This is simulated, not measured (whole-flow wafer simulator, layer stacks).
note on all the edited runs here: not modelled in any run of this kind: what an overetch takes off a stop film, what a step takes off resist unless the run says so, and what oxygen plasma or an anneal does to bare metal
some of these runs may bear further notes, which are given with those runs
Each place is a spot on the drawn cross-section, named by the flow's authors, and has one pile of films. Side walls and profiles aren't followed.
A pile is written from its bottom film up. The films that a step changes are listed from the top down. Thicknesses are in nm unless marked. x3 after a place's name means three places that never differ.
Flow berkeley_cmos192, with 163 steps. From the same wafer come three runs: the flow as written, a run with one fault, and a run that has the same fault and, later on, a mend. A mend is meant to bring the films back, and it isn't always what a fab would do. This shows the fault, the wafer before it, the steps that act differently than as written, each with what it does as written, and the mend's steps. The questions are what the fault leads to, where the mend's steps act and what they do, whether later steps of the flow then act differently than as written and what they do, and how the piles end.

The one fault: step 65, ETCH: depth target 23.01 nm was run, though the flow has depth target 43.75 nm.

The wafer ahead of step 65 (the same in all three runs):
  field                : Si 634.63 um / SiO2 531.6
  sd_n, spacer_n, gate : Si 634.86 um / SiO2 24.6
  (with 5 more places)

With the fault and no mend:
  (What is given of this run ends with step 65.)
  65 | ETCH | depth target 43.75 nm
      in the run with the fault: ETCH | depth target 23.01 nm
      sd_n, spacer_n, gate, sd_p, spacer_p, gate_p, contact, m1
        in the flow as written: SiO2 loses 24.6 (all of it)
        in the run with the fault: SiO2 loses 23
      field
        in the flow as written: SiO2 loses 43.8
        in the run with the fault: SiO2 loses 23
  After step 65, at field, sd_n, spacer_n and 6 more, the piles differ from the flow's by more than 2% or 0.5 nm, whichever is larger.
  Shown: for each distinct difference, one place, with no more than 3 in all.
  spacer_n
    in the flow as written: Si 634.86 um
    in the run with the fault: Si 634.86 um / SiO2 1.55
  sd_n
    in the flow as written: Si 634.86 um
    in the run with the fault: Si 634.86 um / SiO2 1.61
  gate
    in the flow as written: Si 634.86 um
    in the run with the fault: Si 634.86 um / SiO2 1.6

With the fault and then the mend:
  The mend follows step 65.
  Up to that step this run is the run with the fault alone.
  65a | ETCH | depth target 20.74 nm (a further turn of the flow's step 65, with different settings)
      spacer_n, spacer_p, gate_p, contact, m1
        SiO2 loses 1.55 (all of it)
      sd_n, sd_p
        SiO2 loses 1.61 (all of it)
      field
        SiO2 loses 20.7
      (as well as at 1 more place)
  Later steps of the flow that are run all act as written at every place that is followed, up to a difference of at most 2% or 0.5 nm, whichever is larger.
  At every place that both follow, the piles at the end match the flow's.
